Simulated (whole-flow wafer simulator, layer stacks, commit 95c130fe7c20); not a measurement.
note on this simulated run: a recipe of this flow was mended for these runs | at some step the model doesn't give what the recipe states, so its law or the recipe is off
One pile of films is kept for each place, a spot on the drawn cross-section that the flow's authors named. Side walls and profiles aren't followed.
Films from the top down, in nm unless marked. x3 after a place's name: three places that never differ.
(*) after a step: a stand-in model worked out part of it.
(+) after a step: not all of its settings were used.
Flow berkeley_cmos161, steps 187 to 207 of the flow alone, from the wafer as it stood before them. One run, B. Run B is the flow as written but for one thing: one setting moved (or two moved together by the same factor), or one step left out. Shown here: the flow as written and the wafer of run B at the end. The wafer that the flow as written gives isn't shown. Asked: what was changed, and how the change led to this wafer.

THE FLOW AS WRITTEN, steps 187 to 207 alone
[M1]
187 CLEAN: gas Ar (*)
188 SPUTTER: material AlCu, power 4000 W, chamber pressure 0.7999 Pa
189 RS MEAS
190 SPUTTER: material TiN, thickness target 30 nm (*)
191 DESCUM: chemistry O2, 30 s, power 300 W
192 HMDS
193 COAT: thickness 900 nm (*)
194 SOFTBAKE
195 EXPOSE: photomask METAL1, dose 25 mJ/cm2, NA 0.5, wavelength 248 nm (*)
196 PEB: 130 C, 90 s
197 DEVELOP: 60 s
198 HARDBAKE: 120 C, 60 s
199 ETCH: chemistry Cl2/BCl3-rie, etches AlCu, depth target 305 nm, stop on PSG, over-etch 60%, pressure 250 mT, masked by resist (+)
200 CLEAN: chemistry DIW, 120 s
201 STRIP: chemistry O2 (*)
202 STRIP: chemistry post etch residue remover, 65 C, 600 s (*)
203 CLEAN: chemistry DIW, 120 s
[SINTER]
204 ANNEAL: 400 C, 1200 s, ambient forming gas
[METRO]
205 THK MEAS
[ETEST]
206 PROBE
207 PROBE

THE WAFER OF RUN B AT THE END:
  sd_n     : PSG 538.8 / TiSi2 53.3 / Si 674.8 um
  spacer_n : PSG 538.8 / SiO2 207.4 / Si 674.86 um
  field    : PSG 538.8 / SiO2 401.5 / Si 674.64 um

The cause: step 199, ETCH: depth target 220 nm was run, where the flow has depth target 305 nm.

How the change led to this, step by step:
  199 ETCH: chemistry Cl2/BCl3-rie, etches AlCu, depth target 305 nm, stop on PSG, over-etch 60%, pressure 250 mT, masked by resist (+)
      field, sd_n, spacer_n, gate_n, spacer_p, gate_p: TiN -30 (all of it), AlCu -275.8 (all of it), PSG -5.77 (as written it would be: TiN -30 (all of it), AlCu -275.8 (all of it), PSG -22.8)
      contact, m1: KrF-resist -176 (as written it would be: KrF-resist -244)
      (and at 1 more place)
  201 STRIP: chemistry O2 (*)
      contact: KrF-resist -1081 (all of it) (as written it would be: KrF-resist -1013 (all of it))
      m1: KrF-resist -605.5 (all of it) (as written it would be: KrF-resist -537.5 (all of it))
